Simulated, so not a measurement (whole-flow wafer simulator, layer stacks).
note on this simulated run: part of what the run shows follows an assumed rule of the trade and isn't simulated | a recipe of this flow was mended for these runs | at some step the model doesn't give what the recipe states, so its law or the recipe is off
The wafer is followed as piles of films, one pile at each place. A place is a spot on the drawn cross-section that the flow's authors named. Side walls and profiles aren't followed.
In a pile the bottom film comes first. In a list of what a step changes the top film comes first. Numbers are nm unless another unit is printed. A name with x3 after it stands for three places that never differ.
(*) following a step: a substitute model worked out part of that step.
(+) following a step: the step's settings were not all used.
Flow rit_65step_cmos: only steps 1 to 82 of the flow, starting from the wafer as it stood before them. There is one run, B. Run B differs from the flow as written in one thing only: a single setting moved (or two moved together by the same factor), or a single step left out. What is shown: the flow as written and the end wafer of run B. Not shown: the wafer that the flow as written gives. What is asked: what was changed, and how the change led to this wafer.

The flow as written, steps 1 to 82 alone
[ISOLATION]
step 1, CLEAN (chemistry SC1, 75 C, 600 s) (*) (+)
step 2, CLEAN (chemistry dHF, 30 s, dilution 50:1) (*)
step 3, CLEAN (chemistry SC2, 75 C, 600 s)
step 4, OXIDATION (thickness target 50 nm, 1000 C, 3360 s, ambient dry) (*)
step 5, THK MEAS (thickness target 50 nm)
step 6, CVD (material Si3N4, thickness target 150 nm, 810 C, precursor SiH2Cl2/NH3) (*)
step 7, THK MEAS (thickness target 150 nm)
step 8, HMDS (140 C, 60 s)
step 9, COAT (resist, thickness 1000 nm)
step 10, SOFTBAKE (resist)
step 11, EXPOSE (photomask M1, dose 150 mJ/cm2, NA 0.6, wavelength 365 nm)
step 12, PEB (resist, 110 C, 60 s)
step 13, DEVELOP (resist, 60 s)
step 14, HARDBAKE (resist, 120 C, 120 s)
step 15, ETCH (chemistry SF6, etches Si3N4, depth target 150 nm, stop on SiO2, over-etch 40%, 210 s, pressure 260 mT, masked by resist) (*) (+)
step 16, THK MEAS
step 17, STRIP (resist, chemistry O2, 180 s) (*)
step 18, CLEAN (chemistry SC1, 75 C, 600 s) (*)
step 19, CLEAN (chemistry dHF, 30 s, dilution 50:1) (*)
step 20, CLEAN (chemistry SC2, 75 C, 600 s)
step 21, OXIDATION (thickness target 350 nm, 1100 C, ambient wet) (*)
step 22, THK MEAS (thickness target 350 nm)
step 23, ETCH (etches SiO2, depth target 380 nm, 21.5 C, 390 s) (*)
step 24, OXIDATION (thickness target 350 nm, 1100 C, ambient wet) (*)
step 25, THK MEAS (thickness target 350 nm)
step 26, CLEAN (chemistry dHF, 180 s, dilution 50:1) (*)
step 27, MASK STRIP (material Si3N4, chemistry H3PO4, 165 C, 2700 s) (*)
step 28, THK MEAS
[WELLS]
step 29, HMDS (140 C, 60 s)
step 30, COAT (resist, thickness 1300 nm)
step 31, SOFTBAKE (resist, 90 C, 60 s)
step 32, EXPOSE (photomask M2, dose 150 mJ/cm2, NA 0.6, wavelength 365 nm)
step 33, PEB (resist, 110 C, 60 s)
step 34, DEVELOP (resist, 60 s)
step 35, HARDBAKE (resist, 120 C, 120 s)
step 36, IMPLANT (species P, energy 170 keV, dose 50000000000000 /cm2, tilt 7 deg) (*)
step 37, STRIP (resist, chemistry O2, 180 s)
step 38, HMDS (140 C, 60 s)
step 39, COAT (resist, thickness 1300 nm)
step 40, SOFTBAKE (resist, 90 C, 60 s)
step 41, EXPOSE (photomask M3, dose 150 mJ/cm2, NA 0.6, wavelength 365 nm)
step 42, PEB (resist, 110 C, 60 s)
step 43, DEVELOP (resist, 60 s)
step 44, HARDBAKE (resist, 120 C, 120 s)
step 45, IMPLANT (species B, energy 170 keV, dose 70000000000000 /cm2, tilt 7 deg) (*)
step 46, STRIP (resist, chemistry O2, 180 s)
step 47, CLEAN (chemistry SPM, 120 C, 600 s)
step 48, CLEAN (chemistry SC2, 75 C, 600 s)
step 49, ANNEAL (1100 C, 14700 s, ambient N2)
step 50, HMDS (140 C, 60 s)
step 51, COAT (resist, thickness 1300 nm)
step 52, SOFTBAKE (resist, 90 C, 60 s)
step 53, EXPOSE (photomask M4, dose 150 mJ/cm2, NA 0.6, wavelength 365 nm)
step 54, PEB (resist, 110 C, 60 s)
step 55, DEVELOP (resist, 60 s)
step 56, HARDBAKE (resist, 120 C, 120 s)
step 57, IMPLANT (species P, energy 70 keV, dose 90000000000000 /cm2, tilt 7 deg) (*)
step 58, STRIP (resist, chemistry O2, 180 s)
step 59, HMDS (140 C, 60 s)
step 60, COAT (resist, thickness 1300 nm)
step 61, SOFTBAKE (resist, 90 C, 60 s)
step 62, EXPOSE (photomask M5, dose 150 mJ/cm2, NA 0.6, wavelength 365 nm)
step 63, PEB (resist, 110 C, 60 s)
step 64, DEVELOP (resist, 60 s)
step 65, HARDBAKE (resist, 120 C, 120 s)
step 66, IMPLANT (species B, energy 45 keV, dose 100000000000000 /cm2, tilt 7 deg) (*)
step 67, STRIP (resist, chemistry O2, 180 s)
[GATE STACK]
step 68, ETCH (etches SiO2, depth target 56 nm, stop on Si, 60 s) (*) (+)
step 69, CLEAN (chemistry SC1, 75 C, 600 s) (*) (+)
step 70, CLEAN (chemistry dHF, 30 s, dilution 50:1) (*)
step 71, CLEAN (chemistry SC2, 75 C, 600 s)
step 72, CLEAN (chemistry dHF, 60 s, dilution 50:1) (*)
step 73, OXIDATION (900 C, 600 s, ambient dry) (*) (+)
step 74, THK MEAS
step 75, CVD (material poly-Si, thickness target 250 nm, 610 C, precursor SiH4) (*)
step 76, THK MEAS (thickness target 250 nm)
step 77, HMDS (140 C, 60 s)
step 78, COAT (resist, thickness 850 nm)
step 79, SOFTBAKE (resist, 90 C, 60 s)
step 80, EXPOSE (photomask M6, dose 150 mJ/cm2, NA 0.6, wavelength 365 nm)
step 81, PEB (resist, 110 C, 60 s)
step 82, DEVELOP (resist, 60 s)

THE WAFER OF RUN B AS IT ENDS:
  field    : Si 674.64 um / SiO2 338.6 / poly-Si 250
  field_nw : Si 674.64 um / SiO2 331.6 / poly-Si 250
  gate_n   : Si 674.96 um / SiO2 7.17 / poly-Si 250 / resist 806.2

Cause: step 24, OXIDATION: thickness target 434 nm was run, though the flow has thickness target 350 nm.

The path from the change to this, step by step:
  step 24, OXIDATION (thickness target 350 nm, 1100 C, ambient wet) (*)
      active_n, active_p, gate_n and 7 more: +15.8 SiO2 (new film), -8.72 Si3N4 (in the flow as written it would be: +12 SiO2 (new film), -6.61 Si3N4)
      field, field_pw, field_nw, field_p: +434 SiO2 (new film), -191 Si (in the flow as written it would be: +350 SiO2 (new film), -154 Si)
  step 26, CLEAN (chemistry dHF, 180 s, dilution 50:1) (*)
      active_n, active_p, gate_n and 7 more: -15.8 SiO2 (all of it), -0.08 Si3N4 (in the flow as written it would be: -12 SiO2 (all of it), -0.44 Si3N4)
  step 30, COAT (resist, thickness 1300 nm)
      field, field_p: +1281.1 resist (new film) (in the flow as written it would be: +1315.7 resist (new film))
  step 33, PEB (resist, 110 C, 60 s)
      field, field_p: -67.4 resist (in the flow as written it would be: -69.2 resist)
      field_pw, field_nw: -67.7 resist (in the flow as written it would be: -69.1 resist)
  step 34, DEVELOP (resist, 60 s)
      field_p: -1213.8 resist (all of it) (in the flow as written it would be: -1246.5 resist (all of it))
  step 35, HARDBAKE (resist, 120 C, 120 s)
      field: -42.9 resist (in the flow as written it would be: -44.1 resist)
  step 37, STRIP (resist, chemistry O2, 180 s)
      field: -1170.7 resist (all of it) (in the flow as written it would be: -1202.4 resist (all of it))
  step 39, COAT (resist, thickness 1300 nm)
      field, field_p: +1281.1 resist (new film) (in the flow as written it would be: +1315.7 resist (new film))
  step 42, PEB (resist, 110 C, 60 s)
      field, field_p: -67.4 resist (in the flow as written it would be: -69.2 resist)
      field_pw, field_nw: -67.7 resist (in the flow as written it would be: -69.1 resist)
  step 43, DEVELOP (resist, 60 s)
      field: -1213.7 resist (all of it) (in the flow as written it would be: -1246.5 resist (all of it))
  step 44, HARDBAKE (resist, 120 C, 120 s)
      field_p: -42.9 resist (in the flow as written it would be: -44.1 resist)
  step 46, STRIP (resist, chemistry O2, 180 s)
      field_p: -1170.8 resist (all of it) (in the flow as written it would be: -1202.3 resist (all of it))
  step 51, COAT (resist, thickness 1300 nm)
      field, field_p: +1281.1 resist (new film) (in the flow as written it would be: +1315.7 resist (new film))
  step 54, PEB (resist, 110 C, 60 s)
      field, field_p: -67.4 resist (in the flow as written it would be: -69.2 resist)
      field_pw, field_nw: -67.7 resist (in the flow as written it would be: -69.1 resist)
  step 55, DEVELOP (resist, 60 s)
      field_p: -1213.8 resist (all of it) (in the flow as written it would be: -1246.5 resist (all of it))
  step 56, HARDBAKE (resist, 120 C, 120 s)
      field: -42.9 resist (in the flow as written it would be: -44.1 resist)
  ... 8 other steps ...
  step 82, DEVELOP (resist, 60 s)
      field: -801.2 resist (all of it) (in the flow as written it would be: -832.7 resist (all of it))
      field_pw: -803.4 resist (all of it) (in the flow as written it would be: -826 resist (all of it))
      (and at 2 other places as well)
